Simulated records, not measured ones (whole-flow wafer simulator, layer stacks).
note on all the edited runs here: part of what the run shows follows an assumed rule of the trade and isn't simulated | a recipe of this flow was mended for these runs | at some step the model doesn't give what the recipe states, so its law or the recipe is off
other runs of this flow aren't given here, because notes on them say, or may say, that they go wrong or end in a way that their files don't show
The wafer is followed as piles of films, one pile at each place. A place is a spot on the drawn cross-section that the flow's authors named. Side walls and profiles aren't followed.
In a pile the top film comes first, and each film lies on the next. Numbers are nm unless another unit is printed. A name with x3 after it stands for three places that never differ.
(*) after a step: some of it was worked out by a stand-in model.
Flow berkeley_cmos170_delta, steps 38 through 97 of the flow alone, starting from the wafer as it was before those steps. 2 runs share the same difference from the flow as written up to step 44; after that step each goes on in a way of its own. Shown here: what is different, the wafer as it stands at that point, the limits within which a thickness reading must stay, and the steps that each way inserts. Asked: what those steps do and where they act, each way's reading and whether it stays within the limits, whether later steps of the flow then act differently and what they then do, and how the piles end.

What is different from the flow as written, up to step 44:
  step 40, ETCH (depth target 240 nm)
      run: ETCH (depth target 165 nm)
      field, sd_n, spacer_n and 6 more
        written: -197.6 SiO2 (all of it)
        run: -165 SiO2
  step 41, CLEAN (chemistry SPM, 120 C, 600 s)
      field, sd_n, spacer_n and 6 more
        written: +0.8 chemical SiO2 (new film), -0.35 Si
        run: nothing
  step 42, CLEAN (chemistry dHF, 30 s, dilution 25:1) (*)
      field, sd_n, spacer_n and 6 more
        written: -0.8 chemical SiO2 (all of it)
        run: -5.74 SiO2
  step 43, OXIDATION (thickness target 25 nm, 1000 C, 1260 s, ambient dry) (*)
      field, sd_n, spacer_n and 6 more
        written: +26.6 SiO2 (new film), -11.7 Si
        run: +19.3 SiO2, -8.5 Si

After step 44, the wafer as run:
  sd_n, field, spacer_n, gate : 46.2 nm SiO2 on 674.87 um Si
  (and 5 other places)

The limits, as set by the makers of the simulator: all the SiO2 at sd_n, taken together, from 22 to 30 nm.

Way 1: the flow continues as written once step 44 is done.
  Reading after step 44: 46.2 nm, not within the limits.
  Steps later in the flow that act otherwise than as written (9 other steps are not shown; they differ only slightly, by no more than 2% or 0.5 nm, whichever is larger):
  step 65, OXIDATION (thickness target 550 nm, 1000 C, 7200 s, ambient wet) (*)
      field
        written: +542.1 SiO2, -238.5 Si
        way: +529 SiO2, -232.8 Si
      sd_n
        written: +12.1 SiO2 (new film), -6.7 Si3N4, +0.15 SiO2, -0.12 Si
        way: +12.1 SiO2 (new film), -6.7 Si3N4, +2.62 SiO2, -1.12 Si
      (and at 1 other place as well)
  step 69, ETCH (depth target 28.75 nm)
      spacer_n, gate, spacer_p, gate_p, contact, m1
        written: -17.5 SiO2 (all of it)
        way: -28.8 SiO2
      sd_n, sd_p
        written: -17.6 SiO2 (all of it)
        way: -28.8 SiO2
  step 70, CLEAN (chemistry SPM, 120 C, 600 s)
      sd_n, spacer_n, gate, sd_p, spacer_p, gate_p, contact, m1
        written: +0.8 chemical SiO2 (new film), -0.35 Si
        way: nothing
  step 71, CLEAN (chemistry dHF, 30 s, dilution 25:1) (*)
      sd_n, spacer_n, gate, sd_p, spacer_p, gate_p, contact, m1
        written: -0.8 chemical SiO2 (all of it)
        way: -5.74 SiO2
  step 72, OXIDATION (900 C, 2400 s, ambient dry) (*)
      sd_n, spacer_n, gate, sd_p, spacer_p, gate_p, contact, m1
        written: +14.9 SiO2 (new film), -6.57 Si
        way: +12.9 SiO2, -5.69 Si
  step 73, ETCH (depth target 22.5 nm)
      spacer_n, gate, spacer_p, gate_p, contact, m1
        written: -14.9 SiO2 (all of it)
        way: -15.6 SiO2 (all of it)
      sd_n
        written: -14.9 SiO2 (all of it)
        way: -18.2 SiO2 (all of it)
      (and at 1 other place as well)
  The piles end only slightly different from the flow's at the places that both follow, by no more than 2% or 0.5 nm, whichever is larger.

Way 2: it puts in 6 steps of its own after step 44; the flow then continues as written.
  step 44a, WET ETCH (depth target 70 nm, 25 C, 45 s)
      field, sd_n, spacer_n and 6 more
        -46.2 SiO2 (all of it)
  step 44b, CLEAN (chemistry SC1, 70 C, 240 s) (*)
      field, sd_n, spacer_n and 6 more
        +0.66 chemical SiO2 (new film), -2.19 Si
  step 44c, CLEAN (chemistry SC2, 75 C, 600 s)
      alters no film at any place that is followed
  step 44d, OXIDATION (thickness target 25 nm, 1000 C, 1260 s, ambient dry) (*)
      field, sd_n, spacer_n and 6 more
        +26.6 SiO2 (new film), -0.66 chemical SiO2 (all of it), -11.4 Si
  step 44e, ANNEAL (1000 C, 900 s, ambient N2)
      alters no film at any place that is followed
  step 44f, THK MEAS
      alters no film at any place that is followed
  Reading after step 44f: 26.6 nm, inside the limits.
  Later steps of the flow that are run all act as written at every place that is followed, up to a difference of at most 2% or 0.5 nm, whichever is larger.
  The piles end only slightly different from the flow's at the places that both follow, by no more than 2% or 0.5 nm, whichever is larger.

Inside the limits: way 2. Outside the limits: way 1.
